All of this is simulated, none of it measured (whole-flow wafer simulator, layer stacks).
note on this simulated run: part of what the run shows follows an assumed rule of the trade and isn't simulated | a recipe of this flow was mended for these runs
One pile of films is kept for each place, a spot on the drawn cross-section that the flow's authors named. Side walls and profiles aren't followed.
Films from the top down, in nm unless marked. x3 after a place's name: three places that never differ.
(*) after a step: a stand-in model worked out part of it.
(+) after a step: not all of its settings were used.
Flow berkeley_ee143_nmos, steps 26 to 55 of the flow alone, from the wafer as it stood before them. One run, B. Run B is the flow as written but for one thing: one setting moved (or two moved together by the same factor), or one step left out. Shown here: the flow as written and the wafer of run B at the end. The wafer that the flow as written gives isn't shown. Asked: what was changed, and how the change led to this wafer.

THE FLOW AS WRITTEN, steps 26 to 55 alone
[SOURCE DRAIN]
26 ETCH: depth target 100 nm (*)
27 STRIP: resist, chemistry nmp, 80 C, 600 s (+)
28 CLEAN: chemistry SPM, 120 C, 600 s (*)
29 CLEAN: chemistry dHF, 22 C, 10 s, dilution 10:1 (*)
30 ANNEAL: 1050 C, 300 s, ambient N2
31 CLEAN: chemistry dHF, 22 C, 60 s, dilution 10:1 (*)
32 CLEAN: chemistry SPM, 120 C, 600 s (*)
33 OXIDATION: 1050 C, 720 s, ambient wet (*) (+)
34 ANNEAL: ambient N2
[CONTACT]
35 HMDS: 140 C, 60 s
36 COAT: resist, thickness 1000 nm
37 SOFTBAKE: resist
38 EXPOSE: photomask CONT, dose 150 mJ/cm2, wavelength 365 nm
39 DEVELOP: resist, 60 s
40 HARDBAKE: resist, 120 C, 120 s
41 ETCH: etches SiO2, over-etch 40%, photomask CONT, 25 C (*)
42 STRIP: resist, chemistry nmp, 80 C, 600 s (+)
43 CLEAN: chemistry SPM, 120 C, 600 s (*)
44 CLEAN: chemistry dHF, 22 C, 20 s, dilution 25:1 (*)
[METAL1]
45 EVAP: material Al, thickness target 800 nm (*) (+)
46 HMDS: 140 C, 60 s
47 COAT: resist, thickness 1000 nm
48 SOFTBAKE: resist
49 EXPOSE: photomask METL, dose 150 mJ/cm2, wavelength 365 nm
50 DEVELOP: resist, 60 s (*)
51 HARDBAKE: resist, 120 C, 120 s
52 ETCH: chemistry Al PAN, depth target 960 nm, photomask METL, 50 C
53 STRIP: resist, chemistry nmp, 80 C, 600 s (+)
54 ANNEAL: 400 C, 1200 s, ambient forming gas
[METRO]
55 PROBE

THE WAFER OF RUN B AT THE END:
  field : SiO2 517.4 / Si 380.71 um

The cause: step 26, ETCH: depth target 84 nm was run, where the flow has depth target 100 nm.

How the change led to this, step by step:
  26 ETCH: depth target 100 nm (*)
      field: SiO2 -84 (as written it would be: SiO2 -100)
  33 OXIDATION: 1050 C, 720 s, ambient wet (*) (+)
      field: SiO2 +72.1, Si -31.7 (as written it would be: SiO2 +73.9, Si -32.5)
